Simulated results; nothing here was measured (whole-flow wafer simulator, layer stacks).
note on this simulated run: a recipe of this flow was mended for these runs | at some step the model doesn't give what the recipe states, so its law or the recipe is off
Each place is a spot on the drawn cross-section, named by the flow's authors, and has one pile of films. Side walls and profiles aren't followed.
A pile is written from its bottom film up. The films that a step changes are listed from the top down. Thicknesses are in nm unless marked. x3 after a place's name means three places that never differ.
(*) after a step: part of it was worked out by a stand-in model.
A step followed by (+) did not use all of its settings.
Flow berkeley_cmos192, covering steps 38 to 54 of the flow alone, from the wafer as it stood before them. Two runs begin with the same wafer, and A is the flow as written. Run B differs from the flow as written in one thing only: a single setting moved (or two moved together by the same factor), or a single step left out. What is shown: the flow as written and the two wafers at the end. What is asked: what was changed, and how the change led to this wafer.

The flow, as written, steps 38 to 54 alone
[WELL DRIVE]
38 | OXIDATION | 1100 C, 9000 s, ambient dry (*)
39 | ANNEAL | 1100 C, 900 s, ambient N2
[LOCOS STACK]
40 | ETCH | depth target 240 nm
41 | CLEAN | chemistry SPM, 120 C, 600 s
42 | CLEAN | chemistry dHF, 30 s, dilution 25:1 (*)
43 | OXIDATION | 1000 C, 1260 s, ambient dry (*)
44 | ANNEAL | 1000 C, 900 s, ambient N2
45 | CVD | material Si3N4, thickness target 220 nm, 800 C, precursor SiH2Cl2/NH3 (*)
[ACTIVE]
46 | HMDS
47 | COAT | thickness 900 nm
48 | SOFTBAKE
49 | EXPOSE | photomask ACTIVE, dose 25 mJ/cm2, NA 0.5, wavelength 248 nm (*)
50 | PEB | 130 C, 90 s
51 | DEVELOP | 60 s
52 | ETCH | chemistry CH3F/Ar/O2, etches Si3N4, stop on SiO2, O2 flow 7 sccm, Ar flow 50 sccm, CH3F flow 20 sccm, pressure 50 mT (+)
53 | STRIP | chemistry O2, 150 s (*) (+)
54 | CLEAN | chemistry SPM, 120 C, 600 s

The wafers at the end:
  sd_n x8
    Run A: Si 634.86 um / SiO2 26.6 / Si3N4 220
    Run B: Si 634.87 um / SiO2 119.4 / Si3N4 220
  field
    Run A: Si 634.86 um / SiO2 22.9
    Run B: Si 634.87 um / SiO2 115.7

What caused this: step 40, ETCH: depth target 84 nm was run, though the flow has depth target 240 nm.

How this came from the change, step by step:
  40 | ETCH | depth target 240 nm
      field, sd_n x8: A SiO2 loses 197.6 (all of it) | B SiO2 loses 84
  41 | CLEAN | chemistry SPM, 120 C, 600 s
      field, sd_n x8: A chemical SiO2 gains 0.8 (new film), Si loses 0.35 | B nothing
  42 | CLEAN | chemistry dHF, 30 s, dilution 25:1 (*)
      field, sd_n x8: A chemical SiO2 loses 0.8 (all of it) | B SiO2 loses 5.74
  43 | OXIDATION | 1000 C, 1260 s, ambient dry (*)
      field, sd_n x8: A SiO2 gains 26.6 (new film), Si loses 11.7 | B SiO2 gains 11.4, Si loses 5.03
